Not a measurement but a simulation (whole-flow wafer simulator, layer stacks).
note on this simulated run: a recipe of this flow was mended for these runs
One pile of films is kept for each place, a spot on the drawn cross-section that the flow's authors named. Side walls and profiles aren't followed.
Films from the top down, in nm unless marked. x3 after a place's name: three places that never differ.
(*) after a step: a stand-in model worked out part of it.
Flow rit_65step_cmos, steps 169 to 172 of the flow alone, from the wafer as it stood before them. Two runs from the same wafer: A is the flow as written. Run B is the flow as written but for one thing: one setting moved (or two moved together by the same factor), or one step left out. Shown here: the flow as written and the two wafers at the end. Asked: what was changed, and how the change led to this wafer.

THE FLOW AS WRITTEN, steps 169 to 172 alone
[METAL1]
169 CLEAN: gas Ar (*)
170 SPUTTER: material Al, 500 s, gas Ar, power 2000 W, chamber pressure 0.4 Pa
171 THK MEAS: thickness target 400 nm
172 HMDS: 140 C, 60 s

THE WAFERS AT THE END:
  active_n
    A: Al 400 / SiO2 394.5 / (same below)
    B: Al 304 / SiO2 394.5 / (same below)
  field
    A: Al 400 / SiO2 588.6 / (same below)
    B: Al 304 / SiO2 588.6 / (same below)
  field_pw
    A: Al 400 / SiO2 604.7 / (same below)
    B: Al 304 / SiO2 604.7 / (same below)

The cause: step 170, SPUTTER: 380 s was run, where the flow has 500 s.

How the change led to this, step by step:
  170 SPUTTER: material Al, 500 s, gas Ar, power 2000 W, chamber pressure 0.4 Pa
      field, field_pw, field_nw and 10 more: A Al +400 (new film) | B Al +304 (new film)
      contact: A Al +255.4 (new film) | B Al +198 (new film)
